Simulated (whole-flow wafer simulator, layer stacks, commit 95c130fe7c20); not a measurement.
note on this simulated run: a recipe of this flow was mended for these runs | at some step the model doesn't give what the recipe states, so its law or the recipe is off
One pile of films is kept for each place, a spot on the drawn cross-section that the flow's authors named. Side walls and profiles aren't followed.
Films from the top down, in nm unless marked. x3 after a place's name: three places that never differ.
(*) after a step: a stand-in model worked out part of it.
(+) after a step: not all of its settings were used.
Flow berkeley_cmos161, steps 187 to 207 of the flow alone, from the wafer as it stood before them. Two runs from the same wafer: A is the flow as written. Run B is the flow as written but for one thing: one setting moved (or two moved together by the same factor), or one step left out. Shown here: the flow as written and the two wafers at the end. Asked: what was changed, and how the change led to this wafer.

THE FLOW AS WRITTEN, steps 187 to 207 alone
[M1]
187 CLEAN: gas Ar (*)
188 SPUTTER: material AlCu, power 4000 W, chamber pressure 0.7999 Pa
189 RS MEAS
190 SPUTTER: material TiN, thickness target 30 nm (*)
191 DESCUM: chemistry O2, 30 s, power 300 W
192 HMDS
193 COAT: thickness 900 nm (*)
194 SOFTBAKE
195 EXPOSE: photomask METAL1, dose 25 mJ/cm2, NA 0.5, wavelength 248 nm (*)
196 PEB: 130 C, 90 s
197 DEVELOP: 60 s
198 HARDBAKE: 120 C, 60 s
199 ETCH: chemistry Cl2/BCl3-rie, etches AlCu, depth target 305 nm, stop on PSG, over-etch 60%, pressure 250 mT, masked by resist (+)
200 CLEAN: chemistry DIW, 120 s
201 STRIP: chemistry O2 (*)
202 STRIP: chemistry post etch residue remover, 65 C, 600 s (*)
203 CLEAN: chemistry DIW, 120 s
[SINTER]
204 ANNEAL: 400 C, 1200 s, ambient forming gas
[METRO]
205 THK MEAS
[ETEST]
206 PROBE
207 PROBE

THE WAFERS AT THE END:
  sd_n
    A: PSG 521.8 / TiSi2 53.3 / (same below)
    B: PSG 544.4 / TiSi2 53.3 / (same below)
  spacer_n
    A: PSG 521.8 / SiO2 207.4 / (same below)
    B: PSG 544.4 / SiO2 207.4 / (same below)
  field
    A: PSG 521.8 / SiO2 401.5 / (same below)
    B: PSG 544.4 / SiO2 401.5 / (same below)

The cause: step 199, ETCH: depth target 192 nm was run, where the flow has depth target 305 nm.

How the change led to this, step by step:
  199 ETCH: chemistry Cl2/BCl3-rie, etches AlCu, depth target 305 nm, stop on PSG, over-etch 60%, pressure 250 mT, masked by resist (+)
      field, sd_n, spacer_n, gate_n, spacer_p, gate_p: A TiN -30 (all of it), AlCu -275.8 (all of it), PSG -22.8 | B TiN -30 (all of it), AlCu -275.8 (all of it), PSG -0.17
      contact, m1: A KrF-resist -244 | B KrF-resist -153.6
      (and at 1 more place)
  201 STRIP: chemistry O2 (*)
      contact: A KrF-resist -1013 (all of it) | B KrF-resist -1103.4 (all of it)
      m1: A KrF-resist -537.5 (all of it) | B KrF-resist -627.9 (all of it)
